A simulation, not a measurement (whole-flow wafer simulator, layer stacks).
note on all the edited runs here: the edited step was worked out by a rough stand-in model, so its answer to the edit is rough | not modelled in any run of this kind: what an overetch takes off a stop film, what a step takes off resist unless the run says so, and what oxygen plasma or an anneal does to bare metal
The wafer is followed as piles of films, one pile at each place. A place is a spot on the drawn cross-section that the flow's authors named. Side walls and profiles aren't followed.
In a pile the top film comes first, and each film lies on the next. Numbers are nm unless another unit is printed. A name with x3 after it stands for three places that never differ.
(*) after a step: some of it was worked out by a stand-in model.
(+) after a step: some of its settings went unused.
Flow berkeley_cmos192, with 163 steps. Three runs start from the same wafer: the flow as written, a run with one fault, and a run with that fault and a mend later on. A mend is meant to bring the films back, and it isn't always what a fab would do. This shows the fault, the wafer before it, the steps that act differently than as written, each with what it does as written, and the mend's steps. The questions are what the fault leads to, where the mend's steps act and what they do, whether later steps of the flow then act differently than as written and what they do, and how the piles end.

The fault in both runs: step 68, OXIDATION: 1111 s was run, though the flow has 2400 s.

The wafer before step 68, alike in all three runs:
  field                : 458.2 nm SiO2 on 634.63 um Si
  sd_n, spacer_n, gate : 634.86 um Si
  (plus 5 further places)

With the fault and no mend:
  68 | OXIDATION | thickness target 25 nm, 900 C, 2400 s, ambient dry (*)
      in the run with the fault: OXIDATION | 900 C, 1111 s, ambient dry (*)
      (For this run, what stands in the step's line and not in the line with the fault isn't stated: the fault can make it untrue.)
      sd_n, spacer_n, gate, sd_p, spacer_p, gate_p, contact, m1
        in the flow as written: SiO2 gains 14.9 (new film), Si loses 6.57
        in the run with the fault: SiO2 gains 9.22 (new film), Si loses 4.06
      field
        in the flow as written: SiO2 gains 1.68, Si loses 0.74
        in the run with the fault: SiO2 gains 0.78, Si loses 0.34
  Steps later in the flow that act otherwise than as written (not shown: 37 more steps that differ only slightly, by at most 2% or 0.5 nm, whichever is larger):
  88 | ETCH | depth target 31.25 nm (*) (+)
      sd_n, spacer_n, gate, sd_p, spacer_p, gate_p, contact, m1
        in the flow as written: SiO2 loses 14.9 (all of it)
        in the run with the fault: SiO2 loses 9.22 (all of it)
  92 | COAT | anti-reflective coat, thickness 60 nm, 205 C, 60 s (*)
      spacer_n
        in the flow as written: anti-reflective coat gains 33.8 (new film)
        in the run with the fault: anti-reflective coat gains 34.7 (new film)
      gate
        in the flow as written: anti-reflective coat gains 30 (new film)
        in the run with the fault: anti-reflective coat gains 30.9 (new film)
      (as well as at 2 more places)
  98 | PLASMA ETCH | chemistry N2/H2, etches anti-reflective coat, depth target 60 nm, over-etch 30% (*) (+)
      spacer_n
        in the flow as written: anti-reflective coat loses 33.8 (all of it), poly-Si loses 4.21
        in the run with the fault: anti-reflective coat loses 34.7 (all of it), poly-Si loses 4.14
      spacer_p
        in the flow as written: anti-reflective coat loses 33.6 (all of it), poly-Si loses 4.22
        in the run with the fault: anti-reflective coat loses 34.3 (all of it), poly-Si loses 4.15
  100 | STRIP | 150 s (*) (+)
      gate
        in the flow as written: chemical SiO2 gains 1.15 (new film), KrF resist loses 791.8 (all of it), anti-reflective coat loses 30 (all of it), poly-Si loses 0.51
        in the run with the fault: chemical SiO2 gains 1.15 (new film), KrF resist loses 789.6 (all of it), anti-reflective coat loses 30.9 (all of it), poly-Si loses 0.51
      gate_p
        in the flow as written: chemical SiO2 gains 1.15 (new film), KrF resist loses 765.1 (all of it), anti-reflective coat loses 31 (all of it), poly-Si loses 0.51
        in the run with the fault: chemical SiO2 gains 1.15 (new film), KrF resist loses 763.5 (all of it), anti-reflective coat loses 31.7 (all of it), poly-Si loses 0.51
  At the end the piles are close to the flow's at the places that both follow, differing by at most 2% or 0.5 nm, whichever is larger.

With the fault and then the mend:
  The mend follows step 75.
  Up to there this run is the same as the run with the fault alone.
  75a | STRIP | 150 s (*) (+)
      sd_p
        KrF resist loses 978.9 (all of it)
      spacer_p
        KrF resist loses 960.2 (all of it)
      gate_p
        KrF resist loses 959.3 (all of it)
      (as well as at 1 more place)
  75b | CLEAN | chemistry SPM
      alters no film at any place that is followed
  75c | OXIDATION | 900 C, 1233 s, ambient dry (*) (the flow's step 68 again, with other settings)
      sd_n, spacer_n, gate, sd_p, spacer_p, gate_p, contact, m1
        SiO2 gains 5.7, Si loses 2.51
      field
        SiO2 gains 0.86, Si loses 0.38
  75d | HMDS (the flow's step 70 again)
      alters no film at any place that is followed
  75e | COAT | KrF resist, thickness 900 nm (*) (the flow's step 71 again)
      spacer_n, gate
        KrF resist gains 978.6 (new film)
      field
        KrF resist gains 842.4 (new film)
      sd_n
        KrF resist gains 1013.2 (new film)
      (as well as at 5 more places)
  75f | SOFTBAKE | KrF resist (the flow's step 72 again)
      alters no film at any place that is followed
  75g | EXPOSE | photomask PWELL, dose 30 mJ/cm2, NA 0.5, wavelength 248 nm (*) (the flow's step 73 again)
      alters no film at any place that is followed
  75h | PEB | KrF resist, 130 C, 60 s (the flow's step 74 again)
      sd_n, m1
        KrF resist loses 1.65
      spacer_n, gate
        KrF resist loses 1.58
      spacer_p, gate_p
        KrF resist loses 1.57
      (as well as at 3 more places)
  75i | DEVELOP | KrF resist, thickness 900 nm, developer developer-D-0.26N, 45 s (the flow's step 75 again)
      sd_p, spacer_p, gate_p, m1
        KrF resist loses 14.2
      spacer_n, gate
        KrF resist loses 977 (all of it)
      field
        KrF resist loses 841.1 (all of it)
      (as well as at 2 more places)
  None of the later steps of the flow differs from how it acts as written, at any place that is followed, by more than 2% or 0.5 nm, whichever is larger.
  At the end the piles are close to the flow's at the places that both follow, differing by at most 2% or 0.5 nm, whichever is larger.
